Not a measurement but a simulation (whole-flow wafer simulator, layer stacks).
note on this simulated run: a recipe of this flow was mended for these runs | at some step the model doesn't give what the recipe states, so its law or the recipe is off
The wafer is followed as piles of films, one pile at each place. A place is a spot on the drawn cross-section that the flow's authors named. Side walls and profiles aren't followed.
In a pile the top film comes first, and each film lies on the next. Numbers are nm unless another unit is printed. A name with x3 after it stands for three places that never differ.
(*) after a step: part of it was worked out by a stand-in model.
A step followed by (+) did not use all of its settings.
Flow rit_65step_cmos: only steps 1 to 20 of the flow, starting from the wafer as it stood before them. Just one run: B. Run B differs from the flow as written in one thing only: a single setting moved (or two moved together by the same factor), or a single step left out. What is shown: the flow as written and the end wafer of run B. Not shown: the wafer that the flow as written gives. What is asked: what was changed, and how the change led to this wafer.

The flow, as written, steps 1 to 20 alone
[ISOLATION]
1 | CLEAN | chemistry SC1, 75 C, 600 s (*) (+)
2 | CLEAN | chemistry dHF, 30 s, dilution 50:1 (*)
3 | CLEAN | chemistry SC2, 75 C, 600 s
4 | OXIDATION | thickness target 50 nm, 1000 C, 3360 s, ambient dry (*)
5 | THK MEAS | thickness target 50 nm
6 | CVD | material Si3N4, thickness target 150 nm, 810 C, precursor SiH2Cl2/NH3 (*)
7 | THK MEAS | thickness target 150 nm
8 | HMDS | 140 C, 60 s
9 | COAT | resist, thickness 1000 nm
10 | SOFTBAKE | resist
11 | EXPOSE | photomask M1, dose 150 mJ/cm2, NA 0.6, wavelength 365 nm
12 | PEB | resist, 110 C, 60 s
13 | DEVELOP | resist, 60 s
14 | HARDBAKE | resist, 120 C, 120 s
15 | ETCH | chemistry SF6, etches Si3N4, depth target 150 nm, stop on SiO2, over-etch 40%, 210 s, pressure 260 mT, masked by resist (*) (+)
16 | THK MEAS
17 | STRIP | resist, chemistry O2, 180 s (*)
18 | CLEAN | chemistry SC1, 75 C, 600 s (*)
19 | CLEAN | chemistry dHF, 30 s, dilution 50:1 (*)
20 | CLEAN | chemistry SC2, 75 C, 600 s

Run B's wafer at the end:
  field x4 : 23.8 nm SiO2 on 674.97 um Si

Cause: step 18, CLEAN: 68 C was run, whereas the flow has 75 C.

Step by step, how the change led to this:
  18 | CLEAN | chemistry SC1, 75 C, 600 s (*)
      field x4: -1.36 SiO2 (it would be, as written: -2.05 SiO2)
